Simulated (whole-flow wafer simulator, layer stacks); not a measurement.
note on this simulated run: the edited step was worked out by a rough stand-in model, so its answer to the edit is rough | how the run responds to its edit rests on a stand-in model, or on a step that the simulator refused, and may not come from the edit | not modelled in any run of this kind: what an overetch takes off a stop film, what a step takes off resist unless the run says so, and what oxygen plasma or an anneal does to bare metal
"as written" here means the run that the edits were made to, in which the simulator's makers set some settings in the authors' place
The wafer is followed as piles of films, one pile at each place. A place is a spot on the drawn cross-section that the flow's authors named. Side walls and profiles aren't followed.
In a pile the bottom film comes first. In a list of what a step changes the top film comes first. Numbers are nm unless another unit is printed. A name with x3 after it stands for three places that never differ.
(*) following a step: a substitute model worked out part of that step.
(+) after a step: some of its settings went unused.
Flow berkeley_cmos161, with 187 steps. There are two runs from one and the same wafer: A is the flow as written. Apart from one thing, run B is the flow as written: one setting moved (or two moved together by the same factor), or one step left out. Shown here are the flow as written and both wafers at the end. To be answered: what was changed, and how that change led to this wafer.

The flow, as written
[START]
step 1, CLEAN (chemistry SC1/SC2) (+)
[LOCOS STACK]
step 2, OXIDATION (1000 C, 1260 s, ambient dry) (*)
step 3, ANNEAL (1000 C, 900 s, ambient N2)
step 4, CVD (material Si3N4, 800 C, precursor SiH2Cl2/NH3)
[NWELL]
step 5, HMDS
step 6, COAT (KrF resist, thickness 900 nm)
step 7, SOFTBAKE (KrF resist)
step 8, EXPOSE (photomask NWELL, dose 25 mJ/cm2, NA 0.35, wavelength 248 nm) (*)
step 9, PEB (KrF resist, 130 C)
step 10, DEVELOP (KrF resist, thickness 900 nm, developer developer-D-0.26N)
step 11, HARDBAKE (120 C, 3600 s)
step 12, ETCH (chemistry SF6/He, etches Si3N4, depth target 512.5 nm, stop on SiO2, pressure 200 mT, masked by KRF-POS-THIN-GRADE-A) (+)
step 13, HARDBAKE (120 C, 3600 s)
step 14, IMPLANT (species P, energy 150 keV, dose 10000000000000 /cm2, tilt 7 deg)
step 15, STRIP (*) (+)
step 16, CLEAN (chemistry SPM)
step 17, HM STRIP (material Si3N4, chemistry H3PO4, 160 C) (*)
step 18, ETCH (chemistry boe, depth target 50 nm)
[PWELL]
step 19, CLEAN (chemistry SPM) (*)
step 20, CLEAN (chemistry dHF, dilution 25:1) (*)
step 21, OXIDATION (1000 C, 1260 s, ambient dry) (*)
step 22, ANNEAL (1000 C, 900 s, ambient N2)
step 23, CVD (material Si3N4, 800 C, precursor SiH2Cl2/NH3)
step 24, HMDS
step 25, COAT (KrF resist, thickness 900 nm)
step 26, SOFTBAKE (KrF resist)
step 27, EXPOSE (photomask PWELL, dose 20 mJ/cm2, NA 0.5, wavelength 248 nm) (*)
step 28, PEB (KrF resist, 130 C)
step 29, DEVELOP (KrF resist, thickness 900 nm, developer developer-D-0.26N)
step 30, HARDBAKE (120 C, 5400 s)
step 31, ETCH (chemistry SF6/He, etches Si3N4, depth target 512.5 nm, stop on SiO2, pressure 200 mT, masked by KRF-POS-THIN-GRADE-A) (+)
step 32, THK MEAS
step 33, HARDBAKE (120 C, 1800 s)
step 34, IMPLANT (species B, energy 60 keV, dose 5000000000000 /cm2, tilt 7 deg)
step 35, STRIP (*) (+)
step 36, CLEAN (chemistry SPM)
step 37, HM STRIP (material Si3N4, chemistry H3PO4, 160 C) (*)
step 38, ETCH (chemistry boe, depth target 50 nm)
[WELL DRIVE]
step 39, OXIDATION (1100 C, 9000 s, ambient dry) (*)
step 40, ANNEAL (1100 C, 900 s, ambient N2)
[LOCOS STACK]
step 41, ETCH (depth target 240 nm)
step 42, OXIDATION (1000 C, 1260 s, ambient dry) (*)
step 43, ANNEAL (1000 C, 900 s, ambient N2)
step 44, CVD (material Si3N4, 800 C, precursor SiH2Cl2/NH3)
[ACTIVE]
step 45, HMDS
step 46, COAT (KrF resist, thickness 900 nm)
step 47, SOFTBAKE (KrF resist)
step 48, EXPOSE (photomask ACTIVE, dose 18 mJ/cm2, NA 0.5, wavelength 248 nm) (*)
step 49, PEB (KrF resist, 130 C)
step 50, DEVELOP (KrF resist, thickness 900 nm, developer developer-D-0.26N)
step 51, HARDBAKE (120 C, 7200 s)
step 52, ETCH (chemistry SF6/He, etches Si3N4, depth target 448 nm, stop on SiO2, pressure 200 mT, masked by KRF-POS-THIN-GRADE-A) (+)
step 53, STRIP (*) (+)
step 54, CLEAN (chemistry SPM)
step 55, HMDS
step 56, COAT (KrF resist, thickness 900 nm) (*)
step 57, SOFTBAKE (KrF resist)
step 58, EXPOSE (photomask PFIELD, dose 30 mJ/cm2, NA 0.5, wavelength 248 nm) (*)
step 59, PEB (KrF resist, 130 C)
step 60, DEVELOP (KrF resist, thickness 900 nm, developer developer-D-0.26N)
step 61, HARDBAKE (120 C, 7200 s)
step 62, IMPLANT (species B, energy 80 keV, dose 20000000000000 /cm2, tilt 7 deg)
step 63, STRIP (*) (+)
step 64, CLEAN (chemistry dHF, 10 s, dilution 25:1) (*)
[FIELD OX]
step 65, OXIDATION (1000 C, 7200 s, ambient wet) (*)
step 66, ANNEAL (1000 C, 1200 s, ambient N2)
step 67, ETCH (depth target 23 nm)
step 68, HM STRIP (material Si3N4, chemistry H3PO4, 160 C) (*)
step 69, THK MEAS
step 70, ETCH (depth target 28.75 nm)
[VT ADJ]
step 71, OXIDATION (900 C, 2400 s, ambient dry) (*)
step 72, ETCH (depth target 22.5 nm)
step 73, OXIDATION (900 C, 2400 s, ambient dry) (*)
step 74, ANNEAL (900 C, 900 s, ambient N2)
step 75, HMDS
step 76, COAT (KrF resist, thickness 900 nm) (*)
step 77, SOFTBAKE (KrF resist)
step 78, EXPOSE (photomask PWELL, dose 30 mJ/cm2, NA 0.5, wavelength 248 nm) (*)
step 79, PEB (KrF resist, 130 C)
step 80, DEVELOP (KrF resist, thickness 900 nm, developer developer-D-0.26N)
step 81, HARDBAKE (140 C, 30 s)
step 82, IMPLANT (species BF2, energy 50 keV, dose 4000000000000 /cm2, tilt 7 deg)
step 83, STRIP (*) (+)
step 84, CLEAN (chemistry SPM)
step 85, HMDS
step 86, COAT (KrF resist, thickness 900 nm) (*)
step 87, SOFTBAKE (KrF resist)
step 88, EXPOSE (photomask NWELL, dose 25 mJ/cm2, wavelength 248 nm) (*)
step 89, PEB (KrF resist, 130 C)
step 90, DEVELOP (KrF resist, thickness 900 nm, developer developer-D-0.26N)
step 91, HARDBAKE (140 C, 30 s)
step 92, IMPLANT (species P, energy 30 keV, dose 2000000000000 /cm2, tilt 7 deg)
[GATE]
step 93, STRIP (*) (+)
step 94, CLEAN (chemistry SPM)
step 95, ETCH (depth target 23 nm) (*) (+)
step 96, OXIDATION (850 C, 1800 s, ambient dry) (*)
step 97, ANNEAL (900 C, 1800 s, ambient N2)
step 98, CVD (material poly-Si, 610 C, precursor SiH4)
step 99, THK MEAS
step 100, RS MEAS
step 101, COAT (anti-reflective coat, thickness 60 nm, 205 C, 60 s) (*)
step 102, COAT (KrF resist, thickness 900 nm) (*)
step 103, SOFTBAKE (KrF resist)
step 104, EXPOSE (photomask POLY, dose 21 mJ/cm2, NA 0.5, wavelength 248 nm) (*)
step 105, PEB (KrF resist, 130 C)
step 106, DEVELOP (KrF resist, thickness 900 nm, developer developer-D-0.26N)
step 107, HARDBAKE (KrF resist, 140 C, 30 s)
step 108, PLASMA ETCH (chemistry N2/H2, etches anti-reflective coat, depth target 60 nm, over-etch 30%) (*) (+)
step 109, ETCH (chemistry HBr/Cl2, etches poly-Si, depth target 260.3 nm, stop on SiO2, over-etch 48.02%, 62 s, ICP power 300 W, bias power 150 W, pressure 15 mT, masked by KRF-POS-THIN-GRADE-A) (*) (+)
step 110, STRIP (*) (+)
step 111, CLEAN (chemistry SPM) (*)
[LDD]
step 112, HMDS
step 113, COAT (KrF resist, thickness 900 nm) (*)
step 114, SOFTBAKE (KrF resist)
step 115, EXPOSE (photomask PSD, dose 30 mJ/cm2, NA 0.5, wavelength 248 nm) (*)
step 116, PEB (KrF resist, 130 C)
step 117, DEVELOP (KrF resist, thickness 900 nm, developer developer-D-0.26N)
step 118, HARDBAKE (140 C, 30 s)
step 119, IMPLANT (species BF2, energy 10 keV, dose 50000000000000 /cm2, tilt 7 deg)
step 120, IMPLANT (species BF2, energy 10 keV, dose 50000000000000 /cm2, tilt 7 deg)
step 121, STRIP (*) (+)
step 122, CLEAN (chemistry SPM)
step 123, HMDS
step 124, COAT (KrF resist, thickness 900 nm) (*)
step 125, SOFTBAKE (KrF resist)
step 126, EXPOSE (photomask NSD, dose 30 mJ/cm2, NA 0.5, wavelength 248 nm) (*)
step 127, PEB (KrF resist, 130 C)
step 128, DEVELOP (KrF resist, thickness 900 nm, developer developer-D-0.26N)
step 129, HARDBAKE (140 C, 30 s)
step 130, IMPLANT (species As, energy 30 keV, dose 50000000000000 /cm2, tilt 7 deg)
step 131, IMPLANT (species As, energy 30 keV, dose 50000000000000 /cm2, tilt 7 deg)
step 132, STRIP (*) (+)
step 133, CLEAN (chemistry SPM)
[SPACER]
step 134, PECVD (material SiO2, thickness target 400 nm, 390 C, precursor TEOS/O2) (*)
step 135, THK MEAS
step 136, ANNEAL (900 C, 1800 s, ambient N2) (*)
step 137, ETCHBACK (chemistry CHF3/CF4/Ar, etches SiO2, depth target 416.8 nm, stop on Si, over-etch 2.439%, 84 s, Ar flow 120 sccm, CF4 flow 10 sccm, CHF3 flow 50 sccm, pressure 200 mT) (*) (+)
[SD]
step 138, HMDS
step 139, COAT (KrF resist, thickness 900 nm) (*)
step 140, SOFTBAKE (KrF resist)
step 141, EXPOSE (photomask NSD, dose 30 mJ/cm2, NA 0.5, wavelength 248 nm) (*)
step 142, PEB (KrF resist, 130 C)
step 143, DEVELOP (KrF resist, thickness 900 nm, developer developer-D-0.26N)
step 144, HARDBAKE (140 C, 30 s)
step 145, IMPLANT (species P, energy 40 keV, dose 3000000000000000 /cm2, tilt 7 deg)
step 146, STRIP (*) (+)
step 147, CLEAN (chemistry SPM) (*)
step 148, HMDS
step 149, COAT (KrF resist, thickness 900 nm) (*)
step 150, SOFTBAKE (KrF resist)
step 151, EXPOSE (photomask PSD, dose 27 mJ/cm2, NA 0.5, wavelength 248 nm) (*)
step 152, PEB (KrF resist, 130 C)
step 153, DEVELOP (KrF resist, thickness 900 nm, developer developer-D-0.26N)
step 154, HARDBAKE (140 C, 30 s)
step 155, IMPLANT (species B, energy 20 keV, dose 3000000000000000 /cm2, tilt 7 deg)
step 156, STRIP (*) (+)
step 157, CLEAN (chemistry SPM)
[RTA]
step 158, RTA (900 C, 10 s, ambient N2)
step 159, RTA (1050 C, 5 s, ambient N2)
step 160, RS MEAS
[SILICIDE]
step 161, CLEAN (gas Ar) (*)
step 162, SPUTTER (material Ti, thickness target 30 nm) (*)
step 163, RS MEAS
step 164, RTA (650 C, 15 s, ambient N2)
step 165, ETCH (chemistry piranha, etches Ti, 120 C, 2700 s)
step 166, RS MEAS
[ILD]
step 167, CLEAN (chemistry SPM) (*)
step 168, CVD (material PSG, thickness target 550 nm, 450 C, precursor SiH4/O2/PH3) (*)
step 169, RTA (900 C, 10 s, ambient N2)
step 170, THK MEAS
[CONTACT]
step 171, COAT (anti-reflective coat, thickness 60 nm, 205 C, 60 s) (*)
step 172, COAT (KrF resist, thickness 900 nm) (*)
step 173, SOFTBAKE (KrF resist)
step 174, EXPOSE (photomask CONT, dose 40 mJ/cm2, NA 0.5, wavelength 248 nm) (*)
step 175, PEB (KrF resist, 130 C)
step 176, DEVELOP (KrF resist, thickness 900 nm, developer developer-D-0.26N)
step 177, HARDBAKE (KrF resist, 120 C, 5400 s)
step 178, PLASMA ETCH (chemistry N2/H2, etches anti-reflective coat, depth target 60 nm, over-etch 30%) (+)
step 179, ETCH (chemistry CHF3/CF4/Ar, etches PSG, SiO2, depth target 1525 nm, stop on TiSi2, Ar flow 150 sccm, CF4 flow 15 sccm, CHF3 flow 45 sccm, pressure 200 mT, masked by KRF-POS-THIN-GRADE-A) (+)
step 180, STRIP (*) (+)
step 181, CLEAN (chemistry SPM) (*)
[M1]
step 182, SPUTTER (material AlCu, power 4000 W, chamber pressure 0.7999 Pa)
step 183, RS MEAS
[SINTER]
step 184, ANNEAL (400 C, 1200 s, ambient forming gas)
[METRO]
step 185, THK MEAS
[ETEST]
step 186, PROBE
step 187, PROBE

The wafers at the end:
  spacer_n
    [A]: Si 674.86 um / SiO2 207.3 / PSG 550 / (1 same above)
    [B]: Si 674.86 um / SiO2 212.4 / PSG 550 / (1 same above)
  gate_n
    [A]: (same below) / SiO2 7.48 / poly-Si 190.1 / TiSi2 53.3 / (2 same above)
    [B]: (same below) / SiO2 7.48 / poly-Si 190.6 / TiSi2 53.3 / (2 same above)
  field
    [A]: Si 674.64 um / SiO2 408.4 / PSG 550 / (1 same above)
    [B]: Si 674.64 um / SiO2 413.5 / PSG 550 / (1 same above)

Cause: step 137, ETCHBACK: over-etch 1.22% was run, whereas the flow has over-etch 2.439%.

Step by step, how the change led to this:
  step 137, ETCHBACK (chemistry CHF3/CF4/Ar, etches SiO2, depth target 416.8 nm, stop on Si, over-etch 2.439%, 84 s, Ar flow 120 sccm, CF4 flow 10 sccm, CHF3 flow 50 sccm, pressure 200 mT) (*) (+)
      spacer_n, spacer_p: A -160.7 SiO2 | B -155.6 SiO2
  step 171, COAT (anti-reflective coat, thickness 60 nm, 205 C, 60 s) (*)
      sd_n: A +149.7 anti-reflective coat (new film) | B +153.9 anti-reflective coat (new film)
      spacer_n: A +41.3 anti-reflective coat (new film) | B +40.3 anti-reflective coat (new film)
      (and at 3 other places as well)
  step 180, STRIP (*) (+)
      sd_n: A -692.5 KrF resist (all of it), -149.7 anti-reflective coat (all of it) | B -691.6 KrF resist (all of it), -153.9 anti-reflective coat (all of it)
      spacer_n: A -635.2 KrF resist (all of it), -41.3 anti-reflective coat (all of it) | B -635.2 KrF resist (all of it), -40.3 anti-reflective coat (all of it)
      (and at 3 other places as well)
